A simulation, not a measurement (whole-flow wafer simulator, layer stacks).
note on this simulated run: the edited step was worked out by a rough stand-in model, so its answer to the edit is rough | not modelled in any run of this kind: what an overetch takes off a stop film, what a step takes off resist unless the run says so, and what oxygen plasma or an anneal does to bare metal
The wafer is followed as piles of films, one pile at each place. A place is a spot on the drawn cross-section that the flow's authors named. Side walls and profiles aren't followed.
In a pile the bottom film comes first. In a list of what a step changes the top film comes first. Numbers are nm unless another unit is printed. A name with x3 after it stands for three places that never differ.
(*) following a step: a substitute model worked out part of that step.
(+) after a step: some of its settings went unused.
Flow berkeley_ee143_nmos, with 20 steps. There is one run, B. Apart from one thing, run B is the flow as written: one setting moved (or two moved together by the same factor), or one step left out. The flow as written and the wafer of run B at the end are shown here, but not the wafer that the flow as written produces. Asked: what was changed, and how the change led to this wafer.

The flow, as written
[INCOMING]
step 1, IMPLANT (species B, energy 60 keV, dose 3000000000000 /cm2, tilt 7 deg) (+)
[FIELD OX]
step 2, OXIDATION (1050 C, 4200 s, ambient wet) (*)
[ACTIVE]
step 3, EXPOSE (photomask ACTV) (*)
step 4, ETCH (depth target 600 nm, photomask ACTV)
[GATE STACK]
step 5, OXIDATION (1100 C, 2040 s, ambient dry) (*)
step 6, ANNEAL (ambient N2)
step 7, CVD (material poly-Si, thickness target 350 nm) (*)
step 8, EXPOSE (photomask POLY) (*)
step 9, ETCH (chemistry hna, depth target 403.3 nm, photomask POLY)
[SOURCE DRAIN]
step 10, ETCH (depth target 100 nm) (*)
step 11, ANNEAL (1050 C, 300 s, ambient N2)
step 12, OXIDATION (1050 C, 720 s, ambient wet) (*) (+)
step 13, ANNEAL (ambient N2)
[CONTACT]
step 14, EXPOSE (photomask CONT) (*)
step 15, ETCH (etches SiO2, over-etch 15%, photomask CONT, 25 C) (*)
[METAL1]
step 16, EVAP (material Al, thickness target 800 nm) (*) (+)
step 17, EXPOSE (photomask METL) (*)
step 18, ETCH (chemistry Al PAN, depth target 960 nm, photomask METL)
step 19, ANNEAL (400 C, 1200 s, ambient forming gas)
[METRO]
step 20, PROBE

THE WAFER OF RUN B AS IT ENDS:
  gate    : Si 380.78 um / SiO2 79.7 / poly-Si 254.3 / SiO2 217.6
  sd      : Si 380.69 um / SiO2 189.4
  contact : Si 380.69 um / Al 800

Cause: step 2, OXIDATION: 2625 s was run, whereas the flow has 4200 s.

The path from the change to this, step by step:
  step 2, OXIDATION (1050 C, 4200 s, ambient wet) (*)
      gate, sd, contact, field: +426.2 SiO2 (new film), -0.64 chemical SiO2 (all of it), -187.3 Si (in the flow as written it would be: +566.4 SiO2 (new film), -0.64 chemical SiO2 (all of it), -248.9 Si)
  step 4, ETCH (depth target 600 nm, photomask ACTV)
      gate, sd, contact: -426.2 SiO2 (all of it) (in the flow as written it would be: -566.4 SiO2 (all of it))
  step 5, OXIDATION (1100 C, 2040 s, ambient dry) (*)
      field: +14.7 SiO2, -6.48 Si (in the flow as written it would be: +11.6 SiO2, -5.1 Si)
  step 12, OXIDATION (1050 C, 720 s, ambient wet) (*) (+)
      field: +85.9 SiO2, -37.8 Si (in the flow as written it would be: +69.1 SiO2, -30.4 Si)
